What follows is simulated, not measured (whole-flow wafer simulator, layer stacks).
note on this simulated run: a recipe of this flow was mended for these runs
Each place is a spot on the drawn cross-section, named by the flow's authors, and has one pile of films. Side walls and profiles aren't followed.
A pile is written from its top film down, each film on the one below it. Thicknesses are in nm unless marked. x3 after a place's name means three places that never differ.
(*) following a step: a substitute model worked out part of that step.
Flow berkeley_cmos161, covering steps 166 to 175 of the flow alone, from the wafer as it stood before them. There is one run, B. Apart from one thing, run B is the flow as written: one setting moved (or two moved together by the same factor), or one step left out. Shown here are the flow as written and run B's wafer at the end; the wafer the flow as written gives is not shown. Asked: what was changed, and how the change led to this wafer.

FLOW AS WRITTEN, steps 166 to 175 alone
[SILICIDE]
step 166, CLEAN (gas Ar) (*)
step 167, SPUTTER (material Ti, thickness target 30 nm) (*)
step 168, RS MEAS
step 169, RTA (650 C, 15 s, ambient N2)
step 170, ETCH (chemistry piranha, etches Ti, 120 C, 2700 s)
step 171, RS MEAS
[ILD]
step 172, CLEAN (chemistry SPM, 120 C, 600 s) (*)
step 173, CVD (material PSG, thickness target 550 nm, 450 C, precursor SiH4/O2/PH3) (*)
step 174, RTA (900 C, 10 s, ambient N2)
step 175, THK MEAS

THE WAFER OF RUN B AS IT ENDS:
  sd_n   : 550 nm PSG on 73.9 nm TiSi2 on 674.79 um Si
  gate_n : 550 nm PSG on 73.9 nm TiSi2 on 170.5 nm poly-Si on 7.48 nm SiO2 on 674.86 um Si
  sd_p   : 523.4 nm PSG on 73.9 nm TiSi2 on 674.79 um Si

What caused this: step 167, SPUTTER: thickness target 41 nm was run, whereas the flow has thickness target 30 nm.

The path from the change to this, step by step:
  step 167, SPUTTER (material Ti, thickness target 30 nm) (*)
      field, sd_n, spacer_n, gate_n, sd_p, spacer_p, gate_p, contact x2: Ti gains 41 (new film) (it would be, as written: Ti gains 30 (new film))
  step 169, RTA (650 C, 15 s, ambient N2)
      sd_n, sd_p, contact x2: Ti loses 32, TiSi first gains 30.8 (new film), TiSi2 C49 gains 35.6 (new film), Si loses 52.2 (it would be, as written: Ti loses 23.4, TiSi first gains 6.2 (new film), TiSi2 C49 gains 50.3 (new film), Si loses 49)
      gate_n, gate_p: Ti loses 32, TiSi first gains 30.8 (new film), TiSi2 C49 gains 35.6 (new film), poly-Si loses 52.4 (it would be, as written: Ti loses 23.4, TiSi first gains 6.2 (new film), TiSi2 C49 gains 50.3 (new film), poly-Si loses 49.2)
  step 170, ETCH (chemistry piranha, etches Ti, 120 C, 2700 s)
      sd_n, gate_n, sd_p, gate_p, contact x2: Ti loses 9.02 (all of it), TiSi first loses 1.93 (it would be, as written: Ti loses 6.6 (all of it), TiSi first loses 1.93)
      field, spacer_n, spacer_p: Ti loses 41 (all of it) (it would be, as written: Ti loses 30 (all of it))
  step 174, RTA (900 C, 10 s, ambient N2)
      sd_n, sd_p, contact x2: under 1 film: TiSi2 gains 73.9 (new film), TiSi first loses 28.8 (all of it), TiSi2 C49 loses 35.6 (all of it), Si loses 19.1 (it would be, as written: under 1 film: TiSi2 gains 53.3 (new film), TiSi first loses 4.27 (all of it), TiSi2 C49 loses 50.3 (all of it), Si loses 2.83)
      gate_n, gate_p: under 1 film: TiSi2 gains 73.9 (new film), TiSi first loses 28.8 (all of it), TiSi2 C49 loses 35.6 (all of it), poly-Si loses 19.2 (it would be, as written: under 1 film: TiSi2 gains 53.3 (new film), TiSi first loses 4.27 (all of it), TiSi2 C49 loses 50.3 (all of it), poly-Si loses 2.85)
